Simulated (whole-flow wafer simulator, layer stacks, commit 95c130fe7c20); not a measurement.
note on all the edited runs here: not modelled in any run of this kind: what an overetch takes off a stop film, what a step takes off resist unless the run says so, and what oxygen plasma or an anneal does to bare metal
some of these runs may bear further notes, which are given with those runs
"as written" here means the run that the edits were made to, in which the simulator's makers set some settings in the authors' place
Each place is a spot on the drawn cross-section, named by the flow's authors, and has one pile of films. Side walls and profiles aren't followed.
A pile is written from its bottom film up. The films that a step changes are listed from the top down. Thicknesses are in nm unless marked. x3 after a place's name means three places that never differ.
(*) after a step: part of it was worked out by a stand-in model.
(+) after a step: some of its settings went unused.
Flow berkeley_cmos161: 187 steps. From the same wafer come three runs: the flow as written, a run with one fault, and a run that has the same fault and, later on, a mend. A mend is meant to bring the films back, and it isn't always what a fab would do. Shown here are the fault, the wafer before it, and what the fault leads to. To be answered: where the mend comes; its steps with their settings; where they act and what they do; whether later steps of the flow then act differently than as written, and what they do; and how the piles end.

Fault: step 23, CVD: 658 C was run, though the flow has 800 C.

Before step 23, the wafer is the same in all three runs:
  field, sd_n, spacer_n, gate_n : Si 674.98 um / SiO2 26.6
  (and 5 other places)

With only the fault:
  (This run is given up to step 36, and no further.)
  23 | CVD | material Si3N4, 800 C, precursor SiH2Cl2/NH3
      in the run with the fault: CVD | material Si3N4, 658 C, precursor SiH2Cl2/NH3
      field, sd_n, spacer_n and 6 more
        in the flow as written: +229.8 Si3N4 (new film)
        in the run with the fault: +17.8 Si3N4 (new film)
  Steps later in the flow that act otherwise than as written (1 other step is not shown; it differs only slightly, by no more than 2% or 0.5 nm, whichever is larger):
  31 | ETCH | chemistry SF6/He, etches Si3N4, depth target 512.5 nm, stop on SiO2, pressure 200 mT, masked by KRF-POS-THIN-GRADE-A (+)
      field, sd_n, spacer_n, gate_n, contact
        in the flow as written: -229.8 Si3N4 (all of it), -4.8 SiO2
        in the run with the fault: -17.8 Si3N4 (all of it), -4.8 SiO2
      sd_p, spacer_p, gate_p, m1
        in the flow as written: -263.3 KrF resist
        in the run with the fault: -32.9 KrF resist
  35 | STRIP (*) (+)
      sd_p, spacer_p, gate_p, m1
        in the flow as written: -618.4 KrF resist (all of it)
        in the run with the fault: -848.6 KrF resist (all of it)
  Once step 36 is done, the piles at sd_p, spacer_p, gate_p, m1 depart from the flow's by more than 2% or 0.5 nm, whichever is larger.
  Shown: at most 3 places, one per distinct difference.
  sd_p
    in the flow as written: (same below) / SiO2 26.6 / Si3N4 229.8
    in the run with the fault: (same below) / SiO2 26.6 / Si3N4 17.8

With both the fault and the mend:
  The mend stands after step 23.
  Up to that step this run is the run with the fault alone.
  23a | ETCH | chemistry h3po4, depth target 20.52 nm
      field, sd_n, spacer_n and 6 more
        -17.8 Si3N4 (all of it)
  23b | CLEAN | chemistry SPM (a further turn of the flow's step 16)
      leaves every film unchanged at each place that is followed
  23c | CVD | material Si3N4, 800 C, precursor SiH2Cl2/NH3 (a further turn of the flow's step 23)
      field, sd_n, spacer_n and 6 more
        +229.8 Si3N4 (new film)
  Every later step of the flow that is run acts as written at every place that is followed.
  By the end, the piles equal the flow's at every place that both follow.
